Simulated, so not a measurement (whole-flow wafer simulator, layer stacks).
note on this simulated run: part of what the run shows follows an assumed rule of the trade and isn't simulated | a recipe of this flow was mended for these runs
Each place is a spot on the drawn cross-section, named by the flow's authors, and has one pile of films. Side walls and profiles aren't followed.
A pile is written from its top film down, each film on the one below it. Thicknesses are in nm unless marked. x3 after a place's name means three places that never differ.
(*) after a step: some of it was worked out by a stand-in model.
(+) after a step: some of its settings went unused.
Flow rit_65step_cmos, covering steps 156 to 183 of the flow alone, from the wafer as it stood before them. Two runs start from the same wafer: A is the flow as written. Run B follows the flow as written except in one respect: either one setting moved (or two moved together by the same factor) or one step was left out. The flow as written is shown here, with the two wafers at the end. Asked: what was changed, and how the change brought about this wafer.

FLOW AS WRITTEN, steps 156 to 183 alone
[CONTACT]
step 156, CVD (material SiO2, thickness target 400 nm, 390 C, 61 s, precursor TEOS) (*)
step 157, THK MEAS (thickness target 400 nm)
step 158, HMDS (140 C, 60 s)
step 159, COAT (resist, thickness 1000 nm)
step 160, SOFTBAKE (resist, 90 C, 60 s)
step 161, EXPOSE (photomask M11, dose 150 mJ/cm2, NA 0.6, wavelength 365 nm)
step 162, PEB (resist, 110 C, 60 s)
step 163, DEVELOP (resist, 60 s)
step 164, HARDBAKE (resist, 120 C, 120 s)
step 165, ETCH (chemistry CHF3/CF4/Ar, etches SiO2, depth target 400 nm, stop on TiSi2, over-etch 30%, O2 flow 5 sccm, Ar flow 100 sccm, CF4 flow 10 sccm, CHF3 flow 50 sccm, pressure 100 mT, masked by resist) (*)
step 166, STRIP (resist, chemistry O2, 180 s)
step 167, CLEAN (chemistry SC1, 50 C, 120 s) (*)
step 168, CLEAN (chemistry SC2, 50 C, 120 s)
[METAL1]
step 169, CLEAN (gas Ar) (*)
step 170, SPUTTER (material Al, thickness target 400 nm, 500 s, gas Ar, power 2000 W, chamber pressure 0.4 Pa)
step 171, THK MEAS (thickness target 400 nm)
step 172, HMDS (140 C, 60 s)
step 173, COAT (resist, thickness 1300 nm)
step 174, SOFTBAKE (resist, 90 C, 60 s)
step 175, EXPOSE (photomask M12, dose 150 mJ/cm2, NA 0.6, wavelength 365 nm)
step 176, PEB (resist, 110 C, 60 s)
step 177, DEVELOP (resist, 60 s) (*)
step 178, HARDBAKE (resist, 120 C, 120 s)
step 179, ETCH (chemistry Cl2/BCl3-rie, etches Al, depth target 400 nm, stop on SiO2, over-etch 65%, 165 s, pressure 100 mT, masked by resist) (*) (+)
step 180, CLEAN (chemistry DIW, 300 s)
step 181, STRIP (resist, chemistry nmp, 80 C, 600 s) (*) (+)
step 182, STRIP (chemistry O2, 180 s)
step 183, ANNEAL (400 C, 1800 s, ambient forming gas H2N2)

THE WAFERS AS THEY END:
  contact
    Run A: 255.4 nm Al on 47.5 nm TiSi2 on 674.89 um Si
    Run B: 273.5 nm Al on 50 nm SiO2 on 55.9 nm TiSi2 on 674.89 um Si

Cause: step 165, ETCH: depth target 265 nm was run, though the flow has depth target 400 nm.

How this came from the change, step by step:
  step 165, ETCH (chemistry CHF3/CF4/Ar, etches SiO2, depth target 400 nm, stop on TiSi2, over-etch 30%, O2 flow 5 sccm, Ar flow 100 sccm, CF4 flow 10 sccm, CHF3 flow 50 sccm, pressure 100 mT, masked by resist) (*)
      contact: A SiO2 loses 400 (all of it), TiSi2 loses 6 | B SiO2 loses 344.5
      field, field_pw, field_nw and 10 more: A resist loses 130 | B resist loses 86.1
  step 166, STRIP (resist, chemistry O2, 180 s)
      active_n, active_p: A resist loses 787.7 (all of it) | B resist loses 831.6 (all of it)
      field: A resist loses 847 (all of it) | B resist loses 890.9 (all of it)
      (also at 10 further places)
  step 169, CLEAN (gas Ar) (*)
      contact: A TiSi2 loses 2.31 | B SiO2 loses 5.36
  step 170, SPUTTER (material Al, thickness target 400 nm, 500 s, gas Ar, power 2000 W, chamber pressure 0.4 Pa)
      contact: A Al gains 255.4 (new film) | B Al gains 273.5 (new film)
  step 173, COAT (resist, thickness 1300 nm)
      contact: A resist gains 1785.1 (new film) | B resist gains 1719.4 (new film)
  step 176, PEB (resist, 110 C, 60 s)
      contact: A resist loses 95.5 | B resist loses 91.8
  step 178, HARDBAKE (resist, 120 C, 120 s)
      contact: A resist loses 62.1 | B resist loses 59.6
  step 181, STRIP (resist, chemistry nmp, 80 C, 600 s) (*) (+)
      contact: A resist loses 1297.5 (all of it) | B resist loses 1238 (all of it)
